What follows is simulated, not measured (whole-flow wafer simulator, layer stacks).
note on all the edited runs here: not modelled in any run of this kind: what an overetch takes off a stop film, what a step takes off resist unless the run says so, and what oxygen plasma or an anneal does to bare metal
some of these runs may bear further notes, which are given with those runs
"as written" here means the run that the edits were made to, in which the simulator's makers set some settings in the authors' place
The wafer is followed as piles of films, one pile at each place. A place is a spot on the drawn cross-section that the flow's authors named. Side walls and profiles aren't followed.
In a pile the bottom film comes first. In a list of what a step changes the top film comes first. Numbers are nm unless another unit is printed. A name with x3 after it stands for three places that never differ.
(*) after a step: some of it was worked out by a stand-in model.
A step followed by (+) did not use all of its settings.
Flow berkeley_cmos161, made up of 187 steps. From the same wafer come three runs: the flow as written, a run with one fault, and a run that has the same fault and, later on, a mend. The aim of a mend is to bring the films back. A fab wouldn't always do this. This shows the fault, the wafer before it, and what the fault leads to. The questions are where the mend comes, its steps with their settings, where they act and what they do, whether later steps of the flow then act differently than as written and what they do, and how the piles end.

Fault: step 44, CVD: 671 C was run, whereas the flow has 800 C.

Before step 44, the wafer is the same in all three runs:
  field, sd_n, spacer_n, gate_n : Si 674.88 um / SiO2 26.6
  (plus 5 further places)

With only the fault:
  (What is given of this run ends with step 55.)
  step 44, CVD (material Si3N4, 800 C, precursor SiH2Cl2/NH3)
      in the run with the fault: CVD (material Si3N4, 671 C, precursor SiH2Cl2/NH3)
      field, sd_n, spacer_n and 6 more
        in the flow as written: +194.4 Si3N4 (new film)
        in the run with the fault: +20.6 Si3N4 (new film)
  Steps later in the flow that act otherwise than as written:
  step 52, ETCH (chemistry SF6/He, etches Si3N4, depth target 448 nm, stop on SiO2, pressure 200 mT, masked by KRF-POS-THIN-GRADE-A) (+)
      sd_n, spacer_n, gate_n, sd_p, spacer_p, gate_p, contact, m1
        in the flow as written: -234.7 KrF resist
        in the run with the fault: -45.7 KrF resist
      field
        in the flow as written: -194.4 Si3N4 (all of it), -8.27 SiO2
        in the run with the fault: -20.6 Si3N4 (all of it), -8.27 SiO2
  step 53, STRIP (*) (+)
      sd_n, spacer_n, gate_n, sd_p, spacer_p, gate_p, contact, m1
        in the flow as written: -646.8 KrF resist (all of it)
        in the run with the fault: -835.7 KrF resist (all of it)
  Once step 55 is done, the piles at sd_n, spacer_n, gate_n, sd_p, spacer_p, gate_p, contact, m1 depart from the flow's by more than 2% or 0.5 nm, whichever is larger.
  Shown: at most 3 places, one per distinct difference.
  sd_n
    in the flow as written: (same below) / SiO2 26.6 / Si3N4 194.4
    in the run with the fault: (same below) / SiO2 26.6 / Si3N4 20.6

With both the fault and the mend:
  After step 44 comes the mend.
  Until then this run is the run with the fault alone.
  step 44a, ETCH (chemistry h3po4, depth target 23.65 nm)
      field, sd_n, spacer_n and 6 more
        -20.6 Si3N4 (all of it)
  step 44b, CLEAN (chemistry SPM) (a further turn of the flow's step 36)
      alters no film at any place that is followed
  step 44c, CVD (material Si3N4, 800 C, precursor SiH2Cl2/NH3) (a further turn of the flow's step 44)
      field, sd_n, spacer_n and 6 more
        +194.4 Si3N4 (new film)
  Every later step of the flow that is run acts as written at every place that is followed.
  The piles end the same as the flow's at every place that both follow.
